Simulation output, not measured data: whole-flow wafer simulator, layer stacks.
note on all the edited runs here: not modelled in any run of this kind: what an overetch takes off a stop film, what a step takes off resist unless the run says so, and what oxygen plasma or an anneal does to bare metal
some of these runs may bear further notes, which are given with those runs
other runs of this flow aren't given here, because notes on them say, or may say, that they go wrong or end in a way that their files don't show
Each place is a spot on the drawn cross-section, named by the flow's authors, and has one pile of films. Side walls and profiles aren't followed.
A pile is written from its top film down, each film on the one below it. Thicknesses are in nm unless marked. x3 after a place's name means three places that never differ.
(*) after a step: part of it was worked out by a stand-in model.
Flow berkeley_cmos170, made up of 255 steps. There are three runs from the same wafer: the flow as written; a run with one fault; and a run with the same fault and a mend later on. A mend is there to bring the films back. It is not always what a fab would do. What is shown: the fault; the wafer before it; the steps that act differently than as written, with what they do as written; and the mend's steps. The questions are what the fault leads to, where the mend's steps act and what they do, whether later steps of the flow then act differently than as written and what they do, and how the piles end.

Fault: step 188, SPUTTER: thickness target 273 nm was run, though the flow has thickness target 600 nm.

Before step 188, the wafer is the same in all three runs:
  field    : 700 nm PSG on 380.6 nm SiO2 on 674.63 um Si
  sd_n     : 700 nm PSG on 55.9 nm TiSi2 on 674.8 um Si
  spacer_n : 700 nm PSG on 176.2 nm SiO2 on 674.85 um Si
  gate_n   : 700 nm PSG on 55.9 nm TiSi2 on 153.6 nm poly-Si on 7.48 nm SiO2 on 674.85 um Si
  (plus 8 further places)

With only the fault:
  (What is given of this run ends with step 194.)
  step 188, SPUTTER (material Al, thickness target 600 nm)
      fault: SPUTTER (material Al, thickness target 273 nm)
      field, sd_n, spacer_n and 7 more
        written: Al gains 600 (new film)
        fault: Al gains 273 (new film)
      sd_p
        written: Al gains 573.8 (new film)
        fault: Al gains 253.9 (new film)
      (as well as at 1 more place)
  Steps further on in the flow that do not act as written (not shown: 2 more steps that differ only slightly, by at most 2% or 0.5 nm, whichever is larger):
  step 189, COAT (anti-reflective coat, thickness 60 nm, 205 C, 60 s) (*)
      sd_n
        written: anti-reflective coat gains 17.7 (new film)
        fault: anti-reflective coat gains 8.82 (new film)
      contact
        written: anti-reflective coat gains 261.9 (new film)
        fault: anti-reflective coat gains 226.7 (new film)
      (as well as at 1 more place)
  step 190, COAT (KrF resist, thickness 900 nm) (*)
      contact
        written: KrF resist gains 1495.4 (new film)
        fault: KrF resist gains 1423.9 (new film)
  After step 194, at field, sd_n, spacer_n and 9 more, the piles differ from the flow's by more than 2% or 0.5 nm, whichever is larger.
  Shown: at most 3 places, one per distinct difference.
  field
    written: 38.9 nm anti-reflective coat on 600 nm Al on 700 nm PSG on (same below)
    fault: 38.2 nm anti-reflective coat on 273 nm Al on 700 nm PSG on (same below)
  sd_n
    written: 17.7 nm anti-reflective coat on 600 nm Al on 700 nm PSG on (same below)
    fault: 8.82 nm anti-reflective coat on 273 nm Al on 700 nm PSG on (same below)
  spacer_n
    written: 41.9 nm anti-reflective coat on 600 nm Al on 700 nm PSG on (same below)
    fault: 41.9 nm anti-reflective coat on 273 nm Al on 700 nm PSG on (same below)

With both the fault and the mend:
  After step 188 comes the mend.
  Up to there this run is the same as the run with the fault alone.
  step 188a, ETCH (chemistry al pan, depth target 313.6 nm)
      field, sd_n, spacer_n and 7 more
        Al loses 273 (all of it)
      sd_p
        Al loses 253.9 (all of it)
      contact
        Al loses 193.5 (all of it)
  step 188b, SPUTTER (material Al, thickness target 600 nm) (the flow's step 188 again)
      field, sd_n, spacer_n and 7 more
        Al gains 600 (new film)
      sd_p
        Al gains 573.8 (new film)
      contact
        Al gains 415.7 (new film)
  None of the later steps of the flow acts differently than as written at any place that is followed.
  By the end, the piles equal the flow's at every place that both follow.
